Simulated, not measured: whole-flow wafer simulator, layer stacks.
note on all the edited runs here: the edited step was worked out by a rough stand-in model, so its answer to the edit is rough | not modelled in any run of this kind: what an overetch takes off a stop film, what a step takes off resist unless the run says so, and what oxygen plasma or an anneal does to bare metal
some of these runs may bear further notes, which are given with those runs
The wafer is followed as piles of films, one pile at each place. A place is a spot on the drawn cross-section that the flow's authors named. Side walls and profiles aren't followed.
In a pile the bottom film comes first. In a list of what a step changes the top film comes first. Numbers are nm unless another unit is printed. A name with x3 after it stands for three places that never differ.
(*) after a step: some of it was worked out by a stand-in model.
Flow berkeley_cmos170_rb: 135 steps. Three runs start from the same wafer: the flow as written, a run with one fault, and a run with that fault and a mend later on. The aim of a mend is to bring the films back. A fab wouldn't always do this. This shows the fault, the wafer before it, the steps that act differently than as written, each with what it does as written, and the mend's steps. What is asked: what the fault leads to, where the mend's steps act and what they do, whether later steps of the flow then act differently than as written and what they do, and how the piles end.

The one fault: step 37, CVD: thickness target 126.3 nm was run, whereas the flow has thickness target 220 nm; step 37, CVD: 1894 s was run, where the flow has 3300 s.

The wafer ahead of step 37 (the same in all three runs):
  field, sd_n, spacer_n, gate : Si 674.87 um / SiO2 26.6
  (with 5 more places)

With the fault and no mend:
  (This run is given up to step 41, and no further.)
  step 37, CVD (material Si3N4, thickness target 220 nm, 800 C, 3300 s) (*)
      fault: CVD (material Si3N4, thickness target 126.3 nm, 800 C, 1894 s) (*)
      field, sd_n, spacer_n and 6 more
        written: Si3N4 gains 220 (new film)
        fault: Si3N4 gains 126.3 (new film)
  None of the later steps of the flow up to step 41 acts differently than as written at any place that is followed.
  The piles after step 41 differ from the flow's at field, sd_n, spacer_n and 6 more by more than 2% or 0.5 nm, whichever is larger.
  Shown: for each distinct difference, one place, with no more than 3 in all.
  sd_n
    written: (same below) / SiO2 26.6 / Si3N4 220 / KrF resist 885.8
    fault: (same below) / SiO2 26.6 / Si3N4 126.3 / KrF resist 885.8
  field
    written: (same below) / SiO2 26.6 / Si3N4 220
    fault: (same below) / SiO2 26.6 / Si3N4 126.3

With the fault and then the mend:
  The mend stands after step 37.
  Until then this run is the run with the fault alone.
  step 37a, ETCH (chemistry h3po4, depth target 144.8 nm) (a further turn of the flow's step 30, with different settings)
      field, sd_n, spacer_n and 6 more
        Si3N4 loses 126.3 (all of it)
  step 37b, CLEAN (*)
      leaves every film unchanged at each place that is followed
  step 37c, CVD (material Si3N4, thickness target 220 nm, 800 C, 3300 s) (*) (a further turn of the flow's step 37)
      field, sd_n, spacer_n and 6 more
        Si3N4 gains 220 (new film)
  None of the later steps of the flow acts differently than as written at any place that is followed.
  At every place that both follow, the piles at the end match the flow's.
